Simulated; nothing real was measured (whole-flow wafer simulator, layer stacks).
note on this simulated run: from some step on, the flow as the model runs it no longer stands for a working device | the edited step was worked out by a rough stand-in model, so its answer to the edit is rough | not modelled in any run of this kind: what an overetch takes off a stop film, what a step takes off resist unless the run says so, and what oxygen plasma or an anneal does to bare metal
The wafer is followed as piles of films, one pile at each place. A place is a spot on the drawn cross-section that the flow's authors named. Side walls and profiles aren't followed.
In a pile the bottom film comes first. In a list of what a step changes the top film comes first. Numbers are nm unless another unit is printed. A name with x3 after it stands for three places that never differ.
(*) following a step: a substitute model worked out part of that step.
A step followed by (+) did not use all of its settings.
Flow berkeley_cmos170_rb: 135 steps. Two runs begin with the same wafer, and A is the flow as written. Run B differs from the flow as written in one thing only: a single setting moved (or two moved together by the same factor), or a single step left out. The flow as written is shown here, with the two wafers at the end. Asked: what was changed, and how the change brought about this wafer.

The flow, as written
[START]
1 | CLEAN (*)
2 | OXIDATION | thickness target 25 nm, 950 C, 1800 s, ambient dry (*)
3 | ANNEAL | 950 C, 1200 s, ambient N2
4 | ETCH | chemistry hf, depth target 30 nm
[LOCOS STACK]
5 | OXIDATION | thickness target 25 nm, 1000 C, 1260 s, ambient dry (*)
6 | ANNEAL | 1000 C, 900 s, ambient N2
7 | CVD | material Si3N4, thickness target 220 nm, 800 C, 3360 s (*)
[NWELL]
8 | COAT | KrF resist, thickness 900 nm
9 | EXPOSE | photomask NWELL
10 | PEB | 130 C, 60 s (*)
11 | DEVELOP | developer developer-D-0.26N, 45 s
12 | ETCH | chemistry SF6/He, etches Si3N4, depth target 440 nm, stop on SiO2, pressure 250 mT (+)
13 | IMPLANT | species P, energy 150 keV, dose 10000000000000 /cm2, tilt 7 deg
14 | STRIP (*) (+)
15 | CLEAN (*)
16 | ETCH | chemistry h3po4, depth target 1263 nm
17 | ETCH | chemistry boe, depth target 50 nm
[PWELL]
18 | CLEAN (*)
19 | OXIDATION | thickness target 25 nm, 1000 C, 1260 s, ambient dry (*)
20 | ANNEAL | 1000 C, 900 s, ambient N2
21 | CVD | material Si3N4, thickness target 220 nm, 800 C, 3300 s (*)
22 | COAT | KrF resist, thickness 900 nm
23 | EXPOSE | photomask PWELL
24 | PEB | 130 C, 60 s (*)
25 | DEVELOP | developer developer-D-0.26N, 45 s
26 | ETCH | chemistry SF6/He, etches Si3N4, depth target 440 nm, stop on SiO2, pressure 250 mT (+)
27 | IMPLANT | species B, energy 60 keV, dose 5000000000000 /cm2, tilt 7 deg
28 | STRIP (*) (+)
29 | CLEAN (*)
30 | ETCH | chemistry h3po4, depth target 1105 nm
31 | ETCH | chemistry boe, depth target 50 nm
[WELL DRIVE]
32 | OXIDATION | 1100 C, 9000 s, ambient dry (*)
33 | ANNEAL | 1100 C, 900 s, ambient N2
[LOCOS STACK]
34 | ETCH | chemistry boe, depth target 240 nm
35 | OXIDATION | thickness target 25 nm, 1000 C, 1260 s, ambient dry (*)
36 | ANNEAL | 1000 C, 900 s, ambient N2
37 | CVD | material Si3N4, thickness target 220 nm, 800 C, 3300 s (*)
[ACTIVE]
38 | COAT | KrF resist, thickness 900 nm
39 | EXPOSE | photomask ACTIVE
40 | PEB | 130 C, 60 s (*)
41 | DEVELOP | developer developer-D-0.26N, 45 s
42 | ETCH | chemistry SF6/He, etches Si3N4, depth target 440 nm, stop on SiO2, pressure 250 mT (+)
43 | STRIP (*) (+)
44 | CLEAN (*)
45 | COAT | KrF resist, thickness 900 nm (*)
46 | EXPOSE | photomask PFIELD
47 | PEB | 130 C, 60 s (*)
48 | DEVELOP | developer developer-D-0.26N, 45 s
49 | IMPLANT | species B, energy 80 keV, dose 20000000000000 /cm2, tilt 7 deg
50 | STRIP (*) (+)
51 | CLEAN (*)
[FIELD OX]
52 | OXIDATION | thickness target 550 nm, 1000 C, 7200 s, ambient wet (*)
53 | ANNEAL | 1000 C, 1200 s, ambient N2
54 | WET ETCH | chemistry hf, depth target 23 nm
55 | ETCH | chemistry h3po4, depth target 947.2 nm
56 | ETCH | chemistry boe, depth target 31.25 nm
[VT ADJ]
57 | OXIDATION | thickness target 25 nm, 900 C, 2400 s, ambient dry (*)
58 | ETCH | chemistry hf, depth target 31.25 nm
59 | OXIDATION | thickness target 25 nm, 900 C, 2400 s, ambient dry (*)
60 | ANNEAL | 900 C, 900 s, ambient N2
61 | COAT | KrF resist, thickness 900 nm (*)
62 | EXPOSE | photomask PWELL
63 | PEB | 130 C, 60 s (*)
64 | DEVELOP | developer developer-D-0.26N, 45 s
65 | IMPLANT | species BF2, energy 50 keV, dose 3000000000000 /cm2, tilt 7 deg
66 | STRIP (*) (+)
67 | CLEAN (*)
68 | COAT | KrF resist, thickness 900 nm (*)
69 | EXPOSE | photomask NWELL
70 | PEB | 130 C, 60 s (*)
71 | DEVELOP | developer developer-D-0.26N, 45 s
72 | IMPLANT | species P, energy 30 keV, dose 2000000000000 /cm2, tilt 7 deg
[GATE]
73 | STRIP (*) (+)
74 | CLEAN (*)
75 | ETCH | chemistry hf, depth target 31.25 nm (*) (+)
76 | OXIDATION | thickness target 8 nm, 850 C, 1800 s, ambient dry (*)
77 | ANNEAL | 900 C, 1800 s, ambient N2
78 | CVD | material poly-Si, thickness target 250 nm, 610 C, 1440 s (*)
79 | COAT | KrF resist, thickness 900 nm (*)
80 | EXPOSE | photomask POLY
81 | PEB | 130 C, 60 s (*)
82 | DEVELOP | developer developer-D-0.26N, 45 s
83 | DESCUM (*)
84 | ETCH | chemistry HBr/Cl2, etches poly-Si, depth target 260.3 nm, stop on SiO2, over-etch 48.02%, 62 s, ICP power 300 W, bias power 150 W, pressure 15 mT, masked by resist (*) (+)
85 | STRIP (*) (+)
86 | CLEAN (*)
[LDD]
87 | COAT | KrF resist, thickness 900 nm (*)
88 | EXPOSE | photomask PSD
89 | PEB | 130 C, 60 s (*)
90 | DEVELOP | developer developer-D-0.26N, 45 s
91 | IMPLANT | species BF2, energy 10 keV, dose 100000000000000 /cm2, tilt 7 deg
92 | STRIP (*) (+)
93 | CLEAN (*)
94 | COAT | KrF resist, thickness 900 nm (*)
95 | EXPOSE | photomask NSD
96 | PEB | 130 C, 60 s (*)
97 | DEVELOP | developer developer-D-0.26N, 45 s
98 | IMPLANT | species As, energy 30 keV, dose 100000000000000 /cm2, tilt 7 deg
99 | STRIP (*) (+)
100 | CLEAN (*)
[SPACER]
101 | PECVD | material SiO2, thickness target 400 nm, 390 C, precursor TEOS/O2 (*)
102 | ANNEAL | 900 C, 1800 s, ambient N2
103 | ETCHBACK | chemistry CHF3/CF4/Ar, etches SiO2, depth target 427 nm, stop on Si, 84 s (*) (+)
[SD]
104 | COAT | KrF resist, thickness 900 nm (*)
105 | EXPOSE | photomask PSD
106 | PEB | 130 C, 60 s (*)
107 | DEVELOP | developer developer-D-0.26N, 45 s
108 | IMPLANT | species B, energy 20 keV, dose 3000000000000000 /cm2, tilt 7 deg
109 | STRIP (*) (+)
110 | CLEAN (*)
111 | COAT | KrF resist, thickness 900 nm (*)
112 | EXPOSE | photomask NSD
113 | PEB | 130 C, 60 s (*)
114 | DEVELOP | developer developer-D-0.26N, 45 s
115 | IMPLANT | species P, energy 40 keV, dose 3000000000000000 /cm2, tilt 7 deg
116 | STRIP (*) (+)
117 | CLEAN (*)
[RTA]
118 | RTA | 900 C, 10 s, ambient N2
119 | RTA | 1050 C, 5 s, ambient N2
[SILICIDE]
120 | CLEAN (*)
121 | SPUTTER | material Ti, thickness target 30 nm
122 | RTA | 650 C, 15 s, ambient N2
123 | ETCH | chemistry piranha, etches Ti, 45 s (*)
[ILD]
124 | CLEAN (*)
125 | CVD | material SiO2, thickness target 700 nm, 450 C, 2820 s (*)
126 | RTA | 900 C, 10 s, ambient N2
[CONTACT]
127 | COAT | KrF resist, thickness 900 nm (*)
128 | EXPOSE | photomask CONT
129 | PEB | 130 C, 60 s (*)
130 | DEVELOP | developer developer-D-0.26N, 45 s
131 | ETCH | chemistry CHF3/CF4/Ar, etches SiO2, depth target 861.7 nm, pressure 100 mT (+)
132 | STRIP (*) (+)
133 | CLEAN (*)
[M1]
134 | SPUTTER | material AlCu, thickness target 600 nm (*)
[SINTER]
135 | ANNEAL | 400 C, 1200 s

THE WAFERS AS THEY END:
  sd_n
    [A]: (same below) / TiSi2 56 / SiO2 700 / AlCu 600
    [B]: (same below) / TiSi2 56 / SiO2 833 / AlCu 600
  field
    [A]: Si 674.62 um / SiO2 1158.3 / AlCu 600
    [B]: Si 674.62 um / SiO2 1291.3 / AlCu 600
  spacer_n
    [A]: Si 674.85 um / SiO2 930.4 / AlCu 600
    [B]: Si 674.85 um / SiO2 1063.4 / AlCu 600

What caused this: step 125, CVD: thickness target 833 nm was run, though the flow has thickness target 700 nm; step 125, CVD: 3356 s was run, where the flow has 2820 s.
One can read it off the wafer: sd_n has SiO2 833, and step 125 as written asks for 700 nm.

Step by step, how the change led to this:
  125 | CVD | material SiO2, thickness target 700 nm, 450 C, 2820 s (*)
      sd_n, gate, sd_p, gate_p, contact, m1: A SiO2 gains 700 (new film) | B SiO2 gains 833 (new film)
      field, spacer_n, spacer_p: A SiO2 gains 700 | B SiO2 gains 833
  131 | ETCH | chemistry CHF3/CF4/Ar, etches SiO2, depth target 861.7 nm, pressure 100 mT (+)
      contact: A SiO2 loses 700 (all of it), TiSi2 loses 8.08 | B SiO2 loses 833 (all of it), TiSi2 loses 1.43
  134 | SPUTTER | material AlCu, thickness target 600 nm (*)
      contact: A AlCu gains 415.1 (new film) | B AlCu gains 385.4 (new film)
